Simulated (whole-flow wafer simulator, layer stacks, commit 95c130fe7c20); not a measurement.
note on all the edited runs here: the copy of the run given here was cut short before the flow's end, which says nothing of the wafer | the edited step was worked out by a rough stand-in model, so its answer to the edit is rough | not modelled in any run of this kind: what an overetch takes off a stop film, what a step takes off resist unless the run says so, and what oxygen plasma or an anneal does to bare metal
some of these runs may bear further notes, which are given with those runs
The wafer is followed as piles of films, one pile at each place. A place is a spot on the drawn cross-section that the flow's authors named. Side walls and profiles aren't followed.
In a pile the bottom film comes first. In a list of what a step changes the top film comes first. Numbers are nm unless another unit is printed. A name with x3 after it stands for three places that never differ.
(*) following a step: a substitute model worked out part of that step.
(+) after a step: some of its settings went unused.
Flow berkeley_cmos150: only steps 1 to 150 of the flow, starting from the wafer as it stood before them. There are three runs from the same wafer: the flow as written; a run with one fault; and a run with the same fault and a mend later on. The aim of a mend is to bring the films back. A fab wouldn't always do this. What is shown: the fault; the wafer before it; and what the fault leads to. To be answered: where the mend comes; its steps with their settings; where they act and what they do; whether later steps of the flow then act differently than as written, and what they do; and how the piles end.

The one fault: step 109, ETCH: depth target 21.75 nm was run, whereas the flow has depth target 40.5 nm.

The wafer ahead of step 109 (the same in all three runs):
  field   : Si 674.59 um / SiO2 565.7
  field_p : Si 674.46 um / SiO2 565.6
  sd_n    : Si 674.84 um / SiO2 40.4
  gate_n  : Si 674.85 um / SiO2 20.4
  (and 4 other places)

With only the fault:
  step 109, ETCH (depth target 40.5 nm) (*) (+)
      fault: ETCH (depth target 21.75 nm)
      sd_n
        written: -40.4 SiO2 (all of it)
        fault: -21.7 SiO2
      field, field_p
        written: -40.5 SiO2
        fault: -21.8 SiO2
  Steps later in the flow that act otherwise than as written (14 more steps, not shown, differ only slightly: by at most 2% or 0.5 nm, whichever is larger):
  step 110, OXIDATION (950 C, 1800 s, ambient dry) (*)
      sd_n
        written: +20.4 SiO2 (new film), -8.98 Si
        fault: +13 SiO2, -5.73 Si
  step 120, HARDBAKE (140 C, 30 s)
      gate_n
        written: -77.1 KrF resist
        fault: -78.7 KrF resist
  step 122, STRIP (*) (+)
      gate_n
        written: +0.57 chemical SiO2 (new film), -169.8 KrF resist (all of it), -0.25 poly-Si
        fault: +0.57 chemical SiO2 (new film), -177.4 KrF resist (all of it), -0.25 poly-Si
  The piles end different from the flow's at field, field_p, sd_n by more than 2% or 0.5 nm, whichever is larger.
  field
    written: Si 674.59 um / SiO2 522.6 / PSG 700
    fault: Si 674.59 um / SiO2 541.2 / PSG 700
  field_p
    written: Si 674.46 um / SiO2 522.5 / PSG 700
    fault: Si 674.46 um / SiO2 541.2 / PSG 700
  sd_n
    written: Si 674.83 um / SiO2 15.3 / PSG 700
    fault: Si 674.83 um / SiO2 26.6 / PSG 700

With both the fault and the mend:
  The mend stands after step 109.
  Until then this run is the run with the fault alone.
  step 109a, ETCH (depth target 18.75 nm) (the flow's step 109 again, with other settings)
      field, field_p
        -18.8 SiO2
      sd_n
        -18.7 SiO2 (all of it)
  Every later step of the flow that is run acts as written, at every place that is followed, to within 2% or 0.5 nm, whichever is larger.
  The piles end the same as the flow's at every place that both follow.
